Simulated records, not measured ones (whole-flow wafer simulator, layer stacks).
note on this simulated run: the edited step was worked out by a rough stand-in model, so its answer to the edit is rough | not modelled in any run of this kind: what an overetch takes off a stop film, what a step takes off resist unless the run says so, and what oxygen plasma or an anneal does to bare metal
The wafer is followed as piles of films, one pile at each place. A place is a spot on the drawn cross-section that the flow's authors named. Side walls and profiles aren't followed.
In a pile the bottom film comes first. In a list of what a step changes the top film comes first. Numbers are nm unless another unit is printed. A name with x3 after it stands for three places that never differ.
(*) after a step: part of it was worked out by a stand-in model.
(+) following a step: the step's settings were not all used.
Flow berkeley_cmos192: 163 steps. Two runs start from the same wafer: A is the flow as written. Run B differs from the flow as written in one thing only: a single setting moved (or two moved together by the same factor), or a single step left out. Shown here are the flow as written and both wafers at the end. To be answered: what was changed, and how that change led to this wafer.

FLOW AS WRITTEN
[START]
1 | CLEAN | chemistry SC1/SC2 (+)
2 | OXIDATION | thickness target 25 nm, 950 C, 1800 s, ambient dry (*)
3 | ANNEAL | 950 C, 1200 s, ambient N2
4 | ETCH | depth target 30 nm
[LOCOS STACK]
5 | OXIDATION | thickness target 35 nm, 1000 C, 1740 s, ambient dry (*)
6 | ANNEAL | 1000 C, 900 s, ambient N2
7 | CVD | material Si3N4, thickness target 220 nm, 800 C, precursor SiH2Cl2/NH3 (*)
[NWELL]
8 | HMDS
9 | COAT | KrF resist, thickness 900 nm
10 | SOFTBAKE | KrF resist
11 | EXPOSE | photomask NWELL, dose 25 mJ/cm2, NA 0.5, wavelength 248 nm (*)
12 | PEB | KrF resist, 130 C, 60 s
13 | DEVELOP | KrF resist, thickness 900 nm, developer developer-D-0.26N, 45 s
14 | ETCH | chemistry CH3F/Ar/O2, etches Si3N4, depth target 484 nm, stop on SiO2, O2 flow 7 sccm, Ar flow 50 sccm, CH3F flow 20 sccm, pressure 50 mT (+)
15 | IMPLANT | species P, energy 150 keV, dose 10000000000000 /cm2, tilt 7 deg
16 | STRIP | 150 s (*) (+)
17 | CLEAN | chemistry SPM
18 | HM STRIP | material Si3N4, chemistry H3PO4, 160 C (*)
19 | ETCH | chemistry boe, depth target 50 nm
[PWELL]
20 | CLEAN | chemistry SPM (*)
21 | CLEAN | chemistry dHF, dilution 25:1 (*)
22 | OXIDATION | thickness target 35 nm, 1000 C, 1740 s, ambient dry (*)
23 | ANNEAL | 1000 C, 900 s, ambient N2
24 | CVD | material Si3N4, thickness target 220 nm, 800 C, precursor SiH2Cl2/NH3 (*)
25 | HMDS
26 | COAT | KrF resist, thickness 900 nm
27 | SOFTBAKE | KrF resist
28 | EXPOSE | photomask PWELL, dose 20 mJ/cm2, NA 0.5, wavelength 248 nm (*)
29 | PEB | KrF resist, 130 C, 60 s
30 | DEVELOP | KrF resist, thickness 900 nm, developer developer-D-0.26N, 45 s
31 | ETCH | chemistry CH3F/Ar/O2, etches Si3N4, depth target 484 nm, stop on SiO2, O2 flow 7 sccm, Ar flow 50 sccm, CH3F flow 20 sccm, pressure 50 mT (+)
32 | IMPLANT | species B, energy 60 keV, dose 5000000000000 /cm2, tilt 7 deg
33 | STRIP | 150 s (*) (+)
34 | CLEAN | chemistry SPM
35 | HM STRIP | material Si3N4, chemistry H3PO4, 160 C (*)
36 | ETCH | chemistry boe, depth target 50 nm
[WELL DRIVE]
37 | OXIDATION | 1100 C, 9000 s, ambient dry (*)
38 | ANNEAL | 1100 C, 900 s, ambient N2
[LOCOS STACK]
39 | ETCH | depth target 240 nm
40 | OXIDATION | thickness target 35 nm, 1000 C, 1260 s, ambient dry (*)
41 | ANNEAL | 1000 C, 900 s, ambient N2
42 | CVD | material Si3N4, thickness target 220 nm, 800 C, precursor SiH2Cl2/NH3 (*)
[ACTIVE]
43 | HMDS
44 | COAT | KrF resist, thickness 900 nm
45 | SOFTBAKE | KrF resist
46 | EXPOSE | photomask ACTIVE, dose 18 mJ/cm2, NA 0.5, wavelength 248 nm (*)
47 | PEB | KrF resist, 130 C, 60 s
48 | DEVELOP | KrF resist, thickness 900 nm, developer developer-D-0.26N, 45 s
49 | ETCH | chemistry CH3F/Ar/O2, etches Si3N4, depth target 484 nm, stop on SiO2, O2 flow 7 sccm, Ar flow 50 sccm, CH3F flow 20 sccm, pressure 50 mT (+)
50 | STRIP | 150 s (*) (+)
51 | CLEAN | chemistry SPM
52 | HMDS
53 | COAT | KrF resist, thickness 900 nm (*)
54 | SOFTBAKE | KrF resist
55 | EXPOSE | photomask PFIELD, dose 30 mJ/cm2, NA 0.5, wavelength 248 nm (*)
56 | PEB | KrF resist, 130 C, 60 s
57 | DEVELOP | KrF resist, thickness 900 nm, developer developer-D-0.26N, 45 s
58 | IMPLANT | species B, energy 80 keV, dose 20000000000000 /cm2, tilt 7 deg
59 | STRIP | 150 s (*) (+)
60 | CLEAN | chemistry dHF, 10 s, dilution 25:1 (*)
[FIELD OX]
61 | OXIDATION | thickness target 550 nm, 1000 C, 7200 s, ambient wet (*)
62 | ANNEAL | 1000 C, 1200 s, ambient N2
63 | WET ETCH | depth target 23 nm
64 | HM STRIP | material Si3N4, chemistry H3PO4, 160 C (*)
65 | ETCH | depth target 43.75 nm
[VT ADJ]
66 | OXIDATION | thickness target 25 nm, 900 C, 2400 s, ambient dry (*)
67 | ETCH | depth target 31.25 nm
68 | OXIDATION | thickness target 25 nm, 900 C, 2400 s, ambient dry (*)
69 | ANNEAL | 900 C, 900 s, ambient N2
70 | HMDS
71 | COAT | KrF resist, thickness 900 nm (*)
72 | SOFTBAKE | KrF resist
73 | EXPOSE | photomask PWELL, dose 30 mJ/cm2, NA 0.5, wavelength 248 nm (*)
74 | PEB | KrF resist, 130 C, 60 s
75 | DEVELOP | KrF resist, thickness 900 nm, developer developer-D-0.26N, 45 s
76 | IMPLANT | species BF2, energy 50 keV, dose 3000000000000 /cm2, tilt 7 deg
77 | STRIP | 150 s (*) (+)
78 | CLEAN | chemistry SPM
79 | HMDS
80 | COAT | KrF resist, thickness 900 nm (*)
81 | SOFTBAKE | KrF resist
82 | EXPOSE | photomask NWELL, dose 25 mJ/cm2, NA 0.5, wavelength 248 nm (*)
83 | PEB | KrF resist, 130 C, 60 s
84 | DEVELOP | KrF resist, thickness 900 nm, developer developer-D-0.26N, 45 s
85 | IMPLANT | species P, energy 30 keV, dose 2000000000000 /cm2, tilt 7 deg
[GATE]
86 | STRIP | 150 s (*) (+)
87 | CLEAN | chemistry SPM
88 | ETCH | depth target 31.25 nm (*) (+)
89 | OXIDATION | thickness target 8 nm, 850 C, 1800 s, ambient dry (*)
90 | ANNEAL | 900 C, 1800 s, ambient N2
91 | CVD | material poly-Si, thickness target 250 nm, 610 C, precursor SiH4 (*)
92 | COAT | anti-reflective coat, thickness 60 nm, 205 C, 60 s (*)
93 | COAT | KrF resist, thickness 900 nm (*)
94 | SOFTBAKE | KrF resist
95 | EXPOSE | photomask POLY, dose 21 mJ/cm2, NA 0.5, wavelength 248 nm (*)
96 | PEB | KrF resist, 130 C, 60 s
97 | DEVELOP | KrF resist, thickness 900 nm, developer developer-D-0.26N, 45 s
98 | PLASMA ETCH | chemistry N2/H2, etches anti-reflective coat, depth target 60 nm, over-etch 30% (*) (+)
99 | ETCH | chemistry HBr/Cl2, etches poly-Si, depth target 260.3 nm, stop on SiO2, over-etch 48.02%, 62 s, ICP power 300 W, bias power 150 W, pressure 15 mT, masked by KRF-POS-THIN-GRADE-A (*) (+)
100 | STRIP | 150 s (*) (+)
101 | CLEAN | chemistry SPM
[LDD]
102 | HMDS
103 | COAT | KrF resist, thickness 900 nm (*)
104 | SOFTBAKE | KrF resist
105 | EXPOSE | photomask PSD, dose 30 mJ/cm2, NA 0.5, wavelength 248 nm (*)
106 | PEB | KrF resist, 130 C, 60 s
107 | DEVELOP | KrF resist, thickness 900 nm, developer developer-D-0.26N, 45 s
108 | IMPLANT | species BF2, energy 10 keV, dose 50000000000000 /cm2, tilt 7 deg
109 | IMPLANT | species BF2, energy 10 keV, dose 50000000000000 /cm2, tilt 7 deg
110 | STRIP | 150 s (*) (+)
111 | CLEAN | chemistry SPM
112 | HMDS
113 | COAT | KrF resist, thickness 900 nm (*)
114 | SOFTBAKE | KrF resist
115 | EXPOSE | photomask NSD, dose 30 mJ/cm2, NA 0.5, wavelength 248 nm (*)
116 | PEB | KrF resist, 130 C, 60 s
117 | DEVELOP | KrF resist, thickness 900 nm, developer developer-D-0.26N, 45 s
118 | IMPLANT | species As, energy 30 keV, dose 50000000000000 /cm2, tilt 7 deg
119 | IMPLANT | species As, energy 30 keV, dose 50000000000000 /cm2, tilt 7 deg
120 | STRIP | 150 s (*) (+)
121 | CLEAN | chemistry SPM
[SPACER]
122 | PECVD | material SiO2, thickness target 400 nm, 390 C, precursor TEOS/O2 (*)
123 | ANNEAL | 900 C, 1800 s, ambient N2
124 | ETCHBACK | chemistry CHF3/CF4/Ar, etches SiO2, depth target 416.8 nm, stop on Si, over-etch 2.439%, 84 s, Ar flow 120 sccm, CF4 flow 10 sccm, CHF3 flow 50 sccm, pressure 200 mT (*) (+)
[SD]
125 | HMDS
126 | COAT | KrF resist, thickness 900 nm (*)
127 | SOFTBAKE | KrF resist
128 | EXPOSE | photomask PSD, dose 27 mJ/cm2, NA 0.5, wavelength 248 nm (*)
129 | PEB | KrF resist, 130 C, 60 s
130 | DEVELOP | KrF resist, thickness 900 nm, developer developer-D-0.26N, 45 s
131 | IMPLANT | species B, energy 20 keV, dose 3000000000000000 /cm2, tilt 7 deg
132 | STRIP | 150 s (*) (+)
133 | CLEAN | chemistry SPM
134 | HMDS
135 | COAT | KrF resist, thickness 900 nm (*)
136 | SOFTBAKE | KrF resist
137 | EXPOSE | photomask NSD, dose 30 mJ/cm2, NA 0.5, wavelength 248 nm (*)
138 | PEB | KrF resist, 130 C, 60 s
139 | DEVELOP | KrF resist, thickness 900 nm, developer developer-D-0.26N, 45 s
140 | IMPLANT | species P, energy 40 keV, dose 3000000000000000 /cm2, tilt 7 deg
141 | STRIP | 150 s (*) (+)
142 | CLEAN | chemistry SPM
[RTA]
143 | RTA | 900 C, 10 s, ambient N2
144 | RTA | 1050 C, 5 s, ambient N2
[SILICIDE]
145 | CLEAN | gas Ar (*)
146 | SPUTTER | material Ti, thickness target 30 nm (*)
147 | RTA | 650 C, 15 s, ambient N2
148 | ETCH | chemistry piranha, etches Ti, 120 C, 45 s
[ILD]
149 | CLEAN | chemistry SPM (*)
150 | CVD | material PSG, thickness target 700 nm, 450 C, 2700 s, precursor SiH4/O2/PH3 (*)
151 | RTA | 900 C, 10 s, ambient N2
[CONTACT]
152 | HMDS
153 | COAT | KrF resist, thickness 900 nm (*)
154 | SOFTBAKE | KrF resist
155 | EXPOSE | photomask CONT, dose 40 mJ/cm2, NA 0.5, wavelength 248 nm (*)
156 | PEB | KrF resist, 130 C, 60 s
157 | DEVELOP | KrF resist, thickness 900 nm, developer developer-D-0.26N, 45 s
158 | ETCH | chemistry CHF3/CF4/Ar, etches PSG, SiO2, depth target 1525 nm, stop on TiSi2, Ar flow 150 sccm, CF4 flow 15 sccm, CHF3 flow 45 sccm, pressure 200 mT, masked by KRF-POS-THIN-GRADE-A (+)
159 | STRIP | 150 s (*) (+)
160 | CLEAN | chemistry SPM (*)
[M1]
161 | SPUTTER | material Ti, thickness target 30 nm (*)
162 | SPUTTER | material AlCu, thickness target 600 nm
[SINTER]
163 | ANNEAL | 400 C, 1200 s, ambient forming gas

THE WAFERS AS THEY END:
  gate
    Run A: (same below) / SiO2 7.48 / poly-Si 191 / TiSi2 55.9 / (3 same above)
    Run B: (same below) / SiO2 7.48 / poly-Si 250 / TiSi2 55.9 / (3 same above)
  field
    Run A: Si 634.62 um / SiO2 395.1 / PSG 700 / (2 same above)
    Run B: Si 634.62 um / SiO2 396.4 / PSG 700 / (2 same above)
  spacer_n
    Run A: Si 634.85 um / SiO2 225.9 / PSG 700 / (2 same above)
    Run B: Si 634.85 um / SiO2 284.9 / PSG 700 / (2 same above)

Cause: step 91, CVD: thickness target 309 nm was run, while the flow as written has thickness target 250 nm.

Step by step, how the change led to this:
  91 | CVD | material poly-Si, thickness target 250 nm, 610 C, precursor SiH4 (*)
      field, sd_n, spacer_n and 6 more: A +250 poly-Si (new film) | B +309 poly-Si (new film)
  92 | COAT | anti-reflective coat, thickness 60 nm, 205 C, 60 s (*)
      field: A +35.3 anti-reflective coat (new film) | B +36.2 anti-reflective coat (new film)
      contact: A +54 anti-reflective coat (new film) | B +55.4 anti-reflective coat (new film)
  98 | PLASMA ETCH | chemistry N2/H2, etches anti-reflective coat, depth target 60 nm, over-etch 30% (*) (+)
      field: A -35.3 anti-reflective coat (all of it), -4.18 poly-Si | B -36.2 anti-reflective coat (all of it), -4.24 poly-Si
      contact: A -54 anti-reflective coat (all of it), -3.7 poly-Si | B -55.4 anti-reflective coat (all of it), -3.75 poly-Si
  99 | ETCH | chemistry HBr/Cl2, etches poly-Si, depth target 260.3 nm, stop on SiO2, over-etch 48.02%, 62 s, ICP power 300 W, bias power 150 W, pressure 15 mT, masked by KRF-POS-THIN-GRADE-A (*) (+)
      spacer_n, spacer_p: A -245.8 poly-Si (all of it), -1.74 SiO2 | B -304.7 poly-Si (all of it), -0.4 SiO2
      field: A -245.8 poly-Si (all of it), -1.74 SiO2 | B -304.8 poly-Si (all of it), -0.4 SiO2
      (and at 4 other places as well)
  103 | COAT | KrF resist, thickness 900 nm (*)
      gate: A +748 KrF resist (new film) | B +698.6 KrF resist (new film)
      gate_p: A +744.1 KrF resist (new film) | B +694.7 KrF resist (new film)
  107 | DEVELOP | KrF resist, thickness 900 nm, developer developer-D-0.26N, 45 s
      gate_p: A -742.9 KrF resist (all of it) | B -693.6 KrF resist (all of it)
  110 | STRIP | 150 s (*) (+)
      gate: A -732.7 KrF resist (all of it), +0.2 chemical SiO2, -0.09 poly-Si | B -683.3 KrF resist (all of it), +0.2 chemical SiO2, -0.09 poly-Si
  113 | COAT | KrF resist, thickness 900 nm (*)
      gate: A +747.9 KrF resist (new film) | B +698.5 KrF resist (new film)
      gate_p: A +743.9 KrF resist (new film) | B +694.5 KrF resist (new film)
  117 | DEVELOP | KrF resist, thickness 900 nm, developer developer-D-0.26N, 45 s
      gate: A -746.8 KrF resist (all of it) | B -697.4 KrF resist (all of it)
  120 | STRIP | 150 s (*) (+)
      gate_p: A -728.6 KrF resist (all of it), +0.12 chemical SiO2, -0.05 poly-Si | B -679.3 KrF resist (all of it), +0.12 chemical SiO2, -0.05 poly-Si
  124 | ETCHBACK | chemistry CHF3/CF4/Ar, etches SiO2, depth target 416.8 nm, stop on Si, over-etch 2.439%, 84 s, Ar flow 120 sccm, CF4 flow 10 sccm, CHF3 flow 50 sccm, pressure 200 mT (*) (+)
      spacer_n: A -160 SiO2 | B -102.3 SiO2
      spacer_p: A -159.9 SiO2 | B -102.2 SiO2
  126 | COAT | KrF resist, thickness 900 nm (*)
      spacer_n: A +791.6 KrF resist (new film) | B +748.4 KrF resist (new film)
      gate: A +771.5 KrF resist (new film) | B +729.3 KrF resist (new film)
      (and at 2 other places as well)
  130 | DEVELOP | KrF resist, thickness 900 nm, developer developer-D-0.26N, 45 s
      spacer_p: A -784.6 KrF resist (all of it) | B -741.6 KrF resist (all of it)
      gate_p: A -764.3 KrF resist (all of it) | B -722.3 KrF resist (all of it)
  132 | STRIP | 150 s (*) (+)
      spacer_n: A -776.1 KrF resist (all of it) | B -733 KrF resist (all of it)
      gate: A +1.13 chemical SiO2 (new film), -756.1 KrF resist (all of it), -0.5 poly-Si | B +1.13 chemical SiO2 (new film), -713.9 KrF resist (all of it), -0.5 poly-Si
  135 | COAT | KrF resist, thickness 900 nm (*)
      spacer_n: A +791.1 KrF resist (new film) | B +748.6 KrF resist (new film)
      gate: A +770.3 KrF resist (new film) | B +728.9 KrF resist (new film)
      (and at 2 other places as well)
  139 | DEVELOP | KrF resist, thickness 900 nm, developer developer-D-0.26N, 45 s
      spacer_n: A -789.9 KrF resist (all of it) | B -747.5 KrF resist (all of it)
      gate: A -769.1 KrF resist (all of it) | B -727.8 KrF resist (all of it)
  ... another 2 steps ...
  159 | STRIP | 150 s (*) (+)
      spacer_n: A -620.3 KrF resist (all of it) | B -588.6 KrF resist (all of it)
      gate: A -600.1 KrF resist (all of it) | B -572.3 KrF resist (all of it)
      (and at 2 other places as well)
